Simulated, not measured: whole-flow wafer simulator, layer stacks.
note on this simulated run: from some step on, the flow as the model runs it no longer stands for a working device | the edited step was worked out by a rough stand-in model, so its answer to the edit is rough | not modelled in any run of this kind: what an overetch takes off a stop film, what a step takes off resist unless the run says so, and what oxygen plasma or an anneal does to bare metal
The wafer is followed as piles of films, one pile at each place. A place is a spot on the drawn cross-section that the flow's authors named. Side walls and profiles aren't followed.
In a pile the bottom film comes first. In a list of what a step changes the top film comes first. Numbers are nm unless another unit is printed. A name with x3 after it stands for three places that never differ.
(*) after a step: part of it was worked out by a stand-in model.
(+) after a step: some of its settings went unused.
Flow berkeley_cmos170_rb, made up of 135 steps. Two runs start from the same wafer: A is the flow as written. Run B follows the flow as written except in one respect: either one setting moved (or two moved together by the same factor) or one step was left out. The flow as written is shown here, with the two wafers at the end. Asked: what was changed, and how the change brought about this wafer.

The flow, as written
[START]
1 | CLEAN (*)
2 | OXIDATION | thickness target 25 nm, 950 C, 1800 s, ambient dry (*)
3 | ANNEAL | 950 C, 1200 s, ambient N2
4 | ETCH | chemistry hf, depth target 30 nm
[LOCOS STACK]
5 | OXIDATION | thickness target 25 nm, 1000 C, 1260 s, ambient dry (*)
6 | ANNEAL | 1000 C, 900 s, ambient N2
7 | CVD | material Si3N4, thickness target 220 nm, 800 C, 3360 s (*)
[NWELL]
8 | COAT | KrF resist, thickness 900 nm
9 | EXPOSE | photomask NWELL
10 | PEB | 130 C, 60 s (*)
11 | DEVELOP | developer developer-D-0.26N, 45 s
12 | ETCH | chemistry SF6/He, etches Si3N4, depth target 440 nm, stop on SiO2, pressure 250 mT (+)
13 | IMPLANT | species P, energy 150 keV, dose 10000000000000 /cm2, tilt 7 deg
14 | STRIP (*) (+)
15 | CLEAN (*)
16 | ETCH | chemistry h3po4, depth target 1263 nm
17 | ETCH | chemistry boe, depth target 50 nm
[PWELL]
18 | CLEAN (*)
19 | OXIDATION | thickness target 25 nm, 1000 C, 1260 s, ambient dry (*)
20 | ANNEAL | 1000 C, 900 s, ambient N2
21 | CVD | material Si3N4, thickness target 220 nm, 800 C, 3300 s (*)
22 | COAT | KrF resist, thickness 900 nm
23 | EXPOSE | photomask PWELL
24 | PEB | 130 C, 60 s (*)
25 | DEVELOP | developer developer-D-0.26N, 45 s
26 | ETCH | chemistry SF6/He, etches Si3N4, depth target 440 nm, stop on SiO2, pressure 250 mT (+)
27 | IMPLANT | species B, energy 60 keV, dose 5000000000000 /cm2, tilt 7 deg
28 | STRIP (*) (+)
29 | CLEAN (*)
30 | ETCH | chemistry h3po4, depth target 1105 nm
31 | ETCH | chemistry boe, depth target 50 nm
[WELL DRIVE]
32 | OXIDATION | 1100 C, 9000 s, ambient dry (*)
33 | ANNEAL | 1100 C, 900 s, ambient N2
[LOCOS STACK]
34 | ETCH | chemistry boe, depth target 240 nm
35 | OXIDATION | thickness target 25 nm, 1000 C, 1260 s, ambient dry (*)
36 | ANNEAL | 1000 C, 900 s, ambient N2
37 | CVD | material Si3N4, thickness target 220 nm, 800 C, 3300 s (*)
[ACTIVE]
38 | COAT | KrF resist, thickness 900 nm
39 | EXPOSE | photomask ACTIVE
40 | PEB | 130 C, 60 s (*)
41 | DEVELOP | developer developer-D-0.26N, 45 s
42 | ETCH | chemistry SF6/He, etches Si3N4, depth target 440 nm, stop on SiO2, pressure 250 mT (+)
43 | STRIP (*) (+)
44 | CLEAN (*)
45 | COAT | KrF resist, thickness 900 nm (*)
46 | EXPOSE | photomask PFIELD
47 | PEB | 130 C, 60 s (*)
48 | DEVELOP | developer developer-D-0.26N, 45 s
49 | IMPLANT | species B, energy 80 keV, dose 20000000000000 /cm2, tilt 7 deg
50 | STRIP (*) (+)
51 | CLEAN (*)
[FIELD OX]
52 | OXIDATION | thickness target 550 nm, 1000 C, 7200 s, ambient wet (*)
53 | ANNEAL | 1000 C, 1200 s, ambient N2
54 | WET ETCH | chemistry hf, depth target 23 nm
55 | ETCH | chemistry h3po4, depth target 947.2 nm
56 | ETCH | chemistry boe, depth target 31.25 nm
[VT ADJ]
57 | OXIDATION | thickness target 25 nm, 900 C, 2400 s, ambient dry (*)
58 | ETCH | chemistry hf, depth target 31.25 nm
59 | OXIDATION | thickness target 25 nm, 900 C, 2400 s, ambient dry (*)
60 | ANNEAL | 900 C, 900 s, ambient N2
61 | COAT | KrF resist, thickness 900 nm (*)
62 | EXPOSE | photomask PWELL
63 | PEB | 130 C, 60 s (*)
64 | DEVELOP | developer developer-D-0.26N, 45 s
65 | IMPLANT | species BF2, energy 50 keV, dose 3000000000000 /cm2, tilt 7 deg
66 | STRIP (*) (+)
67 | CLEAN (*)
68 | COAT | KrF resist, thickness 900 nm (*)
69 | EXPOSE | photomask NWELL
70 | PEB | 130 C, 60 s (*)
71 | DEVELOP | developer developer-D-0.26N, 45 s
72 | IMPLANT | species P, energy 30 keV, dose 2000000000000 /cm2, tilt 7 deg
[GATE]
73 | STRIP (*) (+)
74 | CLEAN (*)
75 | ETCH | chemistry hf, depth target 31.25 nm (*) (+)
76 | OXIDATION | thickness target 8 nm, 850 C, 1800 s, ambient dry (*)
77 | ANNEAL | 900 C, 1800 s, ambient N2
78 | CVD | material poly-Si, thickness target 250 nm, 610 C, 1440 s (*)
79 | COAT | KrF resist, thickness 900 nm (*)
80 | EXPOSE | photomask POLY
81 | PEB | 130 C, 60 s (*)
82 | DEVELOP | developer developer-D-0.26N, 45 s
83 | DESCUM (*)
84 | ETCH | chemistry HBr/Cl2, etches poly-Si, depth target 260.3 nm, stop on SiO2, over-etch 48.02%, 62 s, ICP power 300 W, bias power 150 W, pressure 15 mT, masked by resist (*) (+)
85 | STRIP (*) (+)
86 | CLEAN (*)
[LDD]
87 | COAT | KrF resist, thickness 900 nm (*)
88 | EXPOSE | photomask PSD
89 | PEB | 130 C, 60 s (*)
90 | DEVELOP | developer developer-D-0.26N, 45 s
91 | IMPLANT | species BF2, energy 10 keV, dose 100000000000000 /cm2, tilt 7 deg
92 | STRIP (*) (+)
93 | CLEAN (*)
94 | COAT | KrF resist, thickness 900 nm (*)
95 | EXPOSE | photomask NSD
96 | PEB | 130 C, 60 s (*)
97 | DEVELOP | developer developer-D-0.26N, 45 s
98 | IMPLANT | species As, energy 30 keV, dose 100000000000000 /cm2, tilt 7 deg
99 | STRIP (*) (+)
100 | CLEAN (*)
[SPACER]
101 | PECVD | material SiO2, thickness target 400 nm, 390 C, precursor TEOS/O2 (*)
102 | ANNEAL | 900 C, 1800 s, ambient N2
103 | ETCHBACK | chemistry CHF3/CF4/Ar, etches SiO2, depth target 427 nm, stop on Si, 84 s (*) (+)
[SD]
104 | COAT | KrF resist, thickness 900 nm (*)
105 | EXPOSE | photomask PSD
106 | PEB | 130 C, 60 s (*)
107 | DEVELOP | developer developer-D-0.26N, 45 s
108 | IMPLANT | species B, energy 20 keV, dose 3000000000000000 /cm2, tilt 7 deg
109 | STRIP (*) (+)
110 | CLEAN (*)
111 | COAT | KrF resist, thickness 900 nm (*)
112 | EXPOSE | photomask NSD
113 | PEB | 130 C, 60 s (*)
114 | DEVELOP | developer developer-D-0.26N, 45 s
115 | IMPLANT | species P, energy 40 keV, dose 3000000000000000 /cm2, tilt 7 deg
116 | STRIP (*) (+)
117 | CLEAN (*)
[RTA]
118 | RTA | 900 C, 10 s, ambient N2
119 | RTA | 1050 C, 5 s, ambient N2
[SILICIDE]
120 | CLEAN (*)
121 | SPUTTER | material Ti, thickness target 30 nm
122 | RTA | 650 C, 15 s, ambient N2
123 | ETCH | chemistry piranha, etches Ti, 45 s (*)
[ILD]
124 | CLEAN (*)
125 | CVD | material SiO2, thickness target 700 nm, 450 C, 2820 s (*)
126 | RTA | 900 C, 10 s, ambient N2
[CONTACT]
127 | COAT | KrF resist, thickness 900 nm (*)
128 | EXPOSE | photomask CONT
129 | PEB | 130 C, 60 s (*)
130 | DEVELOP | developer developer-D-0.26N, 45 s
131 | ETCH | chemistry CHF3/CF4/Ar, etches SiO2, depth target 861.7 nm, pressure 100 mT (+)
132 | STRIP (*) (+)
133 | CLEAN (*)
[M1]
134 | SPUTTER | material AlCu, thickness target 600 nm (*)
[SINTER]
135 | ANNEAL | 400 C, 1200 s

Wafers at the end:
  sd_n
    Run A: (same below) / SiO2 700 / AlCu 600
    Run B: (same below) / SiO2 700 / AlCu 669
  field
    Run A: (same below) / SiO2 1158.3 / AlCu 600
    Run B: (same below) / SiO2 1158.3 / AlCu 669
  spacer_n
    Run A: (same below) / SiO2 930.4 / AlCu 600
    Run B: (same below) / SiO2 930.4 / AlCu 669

The reason: step 134, SPUTTER: thickness target 669 nm was run, though the flow has thickness target 600 nm.
One can read it off the wafer: sd_n has AlCu 669, and step 134 as written asks for 600 nm.

The path from the change to this, step by step:
  134 | SPUTTER | material AlCu, thickness target 600 nm (*)
      field, sd_n, spacer_n, gate, spacer_p, gate_p, m1: A +600 AlCu (new film) | B +669 AlCu (new film)
      sd_p: A +545.9 AlCu (new film) | B +612.1 AlCu (new film)
      (as well as at 1 more place)
